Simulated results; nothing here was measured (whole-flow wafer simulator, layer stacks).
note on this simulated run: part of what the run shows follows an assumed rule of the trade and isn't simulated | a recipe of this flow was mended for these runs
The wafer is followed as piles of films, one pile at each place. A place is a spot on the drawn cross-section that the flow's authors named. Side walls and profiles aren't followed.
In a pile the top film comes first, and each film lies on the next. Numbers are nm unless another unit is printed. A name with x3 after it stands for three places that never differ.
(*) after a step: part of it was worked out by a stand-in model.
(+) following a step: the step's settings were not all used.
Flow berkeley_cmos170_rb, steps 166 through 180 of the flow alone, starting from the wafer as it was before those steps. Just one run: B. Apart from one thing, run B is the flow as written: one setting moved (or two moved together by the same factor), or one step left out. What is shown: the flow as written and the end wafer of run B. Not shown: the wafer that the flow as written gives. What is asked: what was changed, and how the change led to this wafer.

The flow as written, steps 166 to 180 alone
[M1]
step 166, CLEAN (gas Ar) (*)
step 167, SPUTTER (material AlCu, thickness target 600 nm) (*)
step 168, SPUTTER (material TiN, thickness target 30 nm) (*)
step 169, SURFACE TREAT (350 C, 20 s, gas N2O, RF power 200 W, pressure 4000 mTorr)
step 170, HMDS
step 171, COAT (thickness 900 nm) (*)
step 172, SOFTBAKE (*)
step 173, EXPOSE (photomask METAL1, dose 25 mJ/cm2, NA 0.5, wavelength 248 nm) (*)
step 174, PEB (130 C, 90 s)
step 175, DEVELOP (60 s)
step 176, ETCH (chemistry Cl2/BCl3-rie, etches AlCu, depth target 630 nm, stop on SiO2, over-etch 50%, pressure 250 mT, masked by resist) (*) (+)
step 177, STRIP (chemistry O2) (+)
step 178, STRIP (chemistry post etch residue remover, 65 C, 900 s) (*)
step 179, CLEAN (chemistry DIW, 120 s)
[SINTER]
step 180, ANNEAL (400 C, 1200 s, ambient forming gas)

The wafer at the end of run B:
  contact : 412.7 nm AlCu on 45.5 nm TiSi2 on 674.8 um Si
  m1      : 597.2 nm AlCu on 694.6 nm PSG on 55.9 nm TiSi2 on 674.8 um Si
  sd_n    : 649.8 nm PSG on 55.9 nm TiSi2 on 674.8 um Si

What caused this: step 168, SPUTTER: material TiN, thickness target 30 nm (*), was not run.

How this came from the change, step by step:
  step 175, DEVELOP (60 s)
      field: KrF-resist loses 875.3 (all of it), AlCu loses 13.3 (it would be, as written: KrF-resist loses 877.2 (all of it))
      sd_n: KrF-resist loses 805.1 (all of it), AlCu loses 13.3 (it would be, as written: KrF-resist loses 803 (all of it))
      (as well as at 5 more places)
  step 176, ETCH (chemistry Cl2/BCl3-rie, etches AlCu, depth target 630 nm, stop on SiO2, over-etch 50%, pressure 250 mT, masked by resist) (*) (+)
      field, sd_n, spacer_n, gate, spacer_p, gate_p: AlCu loses 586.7 (all of it), PSG loses 44.8 (it would be, as written: TiN loses 30 (all of it), AlCu loses 600 (all of it), PSG loses 39.4)
      sd_p: AlCu loses 536.3 (all of it), PSG loses 51.1 (it would be, as written: TiN loses 25.8 (all of it), AlCu loses 549.6 (all of it), PSG loses 46.2)
      (as well as at 2 more places)
  step 177, STRIP (chemistry O2) (+)
      m1: KrF-resist loses 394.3 (all of it) (it would be, as written: KrF-resist loses 361.6 (all of it))
  step 178, STRIP (chemistry post etch residue remover, 65 C, 900 s) (*)
      contact, m1: AlCu loses 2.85 (it would be, as written: TiN loses 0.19)
